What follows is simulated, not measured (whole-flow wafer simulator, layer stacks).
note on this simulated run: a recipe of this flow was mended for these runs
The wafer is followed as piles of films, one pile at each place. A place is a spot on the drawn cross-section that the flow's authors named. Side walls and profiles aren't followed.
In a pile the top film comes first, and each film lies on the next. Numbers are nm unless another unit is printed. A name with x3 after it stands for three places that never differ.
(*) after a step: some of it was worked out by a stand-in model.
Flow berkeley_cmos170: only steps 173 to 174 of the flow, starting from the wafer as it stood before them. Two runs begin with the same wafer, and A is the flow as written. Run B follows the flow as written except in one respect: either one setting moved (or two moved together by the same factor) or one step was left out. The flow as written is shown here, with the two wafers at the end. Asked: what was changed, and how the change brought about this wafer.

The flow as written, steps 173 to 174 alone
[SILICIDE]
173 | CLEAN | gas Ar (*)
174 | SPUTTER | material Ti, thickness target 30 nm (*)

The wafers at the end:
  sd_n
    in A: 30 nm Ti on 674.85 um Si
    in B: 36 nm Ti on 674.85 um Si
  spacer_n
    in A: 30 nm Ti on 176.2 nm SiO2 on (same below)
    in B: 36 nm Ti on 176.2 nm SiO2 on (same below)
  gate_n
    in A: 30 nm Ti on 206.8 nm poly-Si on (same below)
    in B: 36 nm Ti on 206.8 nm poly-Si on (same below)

What caused this: step 174, SPUTTER: thickness target 36 nm was run, though the flow has thickness target 30 nm.
The wafer itself shows it: sd_n has Ti 36, and step 174 as written asks for 30 nm.

The path from the change to this, step by step:
  174 | SPUTTER | material Ti, thickness target 30 nm (*)
      field, mark, sd_n and 10 more: A Ti gains 30 (new film) | B Ti gains 36 (new film)
